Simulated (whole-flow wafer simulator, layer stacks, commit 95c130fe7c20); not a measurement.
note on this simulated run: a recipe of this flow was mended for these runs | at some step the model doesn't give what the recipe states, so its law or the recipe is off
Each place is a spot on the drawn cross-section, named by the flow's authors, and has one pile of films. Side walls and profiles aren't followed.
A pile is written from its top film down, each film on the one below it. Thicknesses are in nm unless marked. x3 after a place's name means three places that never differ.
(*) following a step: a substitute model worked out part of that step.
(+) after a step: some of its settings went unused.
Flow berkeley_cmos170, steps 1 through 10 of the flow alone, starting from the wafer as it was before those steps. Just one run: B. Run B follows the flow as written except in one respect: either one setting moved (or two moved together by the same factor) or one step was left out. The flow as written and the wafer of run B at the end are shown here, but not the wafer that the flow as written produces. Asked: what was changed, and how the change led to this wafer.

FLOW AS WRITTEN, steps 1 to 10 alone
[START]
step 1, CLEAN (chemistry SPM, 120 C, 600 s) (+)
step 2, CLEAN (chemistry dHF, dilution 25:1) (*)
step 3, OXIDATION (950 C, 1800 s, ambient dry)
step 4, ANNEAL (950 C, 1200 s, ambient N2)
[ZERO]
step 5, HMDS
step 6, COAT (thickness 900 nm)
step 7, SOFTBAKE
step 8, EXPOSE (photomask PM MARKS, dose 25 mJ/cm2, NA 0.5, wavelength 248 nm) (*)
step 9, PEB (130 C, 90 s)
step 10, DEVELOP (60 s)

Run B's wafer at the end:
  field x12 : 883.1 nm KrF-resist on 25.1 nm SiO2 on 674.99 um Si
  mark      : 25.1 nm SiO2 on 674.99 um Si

The reason: step 3, OXIDATION: 2520 s was run, whereas the flow has 1800 s.

Step by step, how the change led to this:
  step 3, OXIDATION (950 C, 1800 s, ambient dry)
      field x12, mark: SiO2 gains 25.1 (new film), Si loses 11 (as written it would have been: SiO2 gains 20.4 (new film), Si loses 8.98)
